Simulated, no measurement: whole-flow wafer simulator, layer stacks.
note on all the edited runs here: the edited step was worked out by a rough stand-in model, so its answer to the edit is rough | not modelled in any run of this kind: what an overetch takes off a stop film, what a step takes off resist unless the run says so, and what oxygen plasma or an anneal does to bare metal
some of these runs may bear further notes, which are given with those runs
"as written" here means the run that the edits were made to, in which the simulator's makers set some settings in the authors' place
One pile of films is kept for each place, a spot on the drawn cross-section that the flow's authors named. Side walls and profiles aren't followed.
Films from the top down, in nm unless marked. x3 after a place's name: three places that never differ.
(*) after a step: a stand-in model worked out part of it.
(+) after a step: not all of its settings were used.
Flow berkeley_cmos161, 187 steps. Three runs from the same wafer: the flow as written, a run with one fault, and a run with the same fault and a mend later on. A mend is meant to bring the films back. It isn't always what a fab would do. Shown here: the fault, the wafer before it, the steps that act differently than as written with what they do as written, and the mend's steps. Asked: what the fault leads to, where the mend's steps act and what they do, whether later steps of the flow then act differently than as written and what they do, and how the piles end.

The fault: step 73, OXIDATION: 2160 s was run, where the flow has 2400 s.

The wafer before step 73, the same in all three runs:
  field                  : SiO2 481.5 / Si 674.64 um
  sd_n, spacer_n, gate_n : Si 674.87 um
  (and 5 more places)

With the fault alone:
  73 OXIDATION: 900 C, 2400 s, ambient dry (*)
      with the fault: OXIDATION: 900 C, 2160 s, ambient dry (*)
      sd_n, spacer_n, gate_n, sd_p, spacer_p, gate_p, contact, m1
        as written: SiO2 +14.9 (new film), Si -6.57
        with the fault: SiO2 +14 (new film), Si -6.15
  Later steps of the flow that act differently than as written (41 more steps differ only slightly, by at most 2% or 0.5 nm, whichever is larger, and aren't shown):
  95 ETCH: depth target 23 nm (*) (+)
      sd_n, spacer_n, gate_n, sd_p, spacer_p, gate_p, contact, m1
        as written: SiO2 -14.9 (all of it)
        with the fault: SiO2 -14 (all of it)
  At the end the piles differ from the flow's only slightly at the places that both follow, by at most 2% or 0.5 nm, whichever is larger.

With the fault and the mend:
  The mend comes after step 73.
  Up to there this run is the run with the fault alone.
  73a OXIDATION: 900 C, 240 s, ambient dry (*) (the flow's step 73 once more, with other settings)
      sd_n, spacer_n, gate_n, sd_p, spacer_p, gate_p, contact, m1
        SiO2 +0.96, Si -0.42
      field
        SiO2 +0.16, Si -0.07
  No later step of the flow acts differently than as written at any place that is followed.
  At the end the piles are the same as the flow's at every place that both follow.
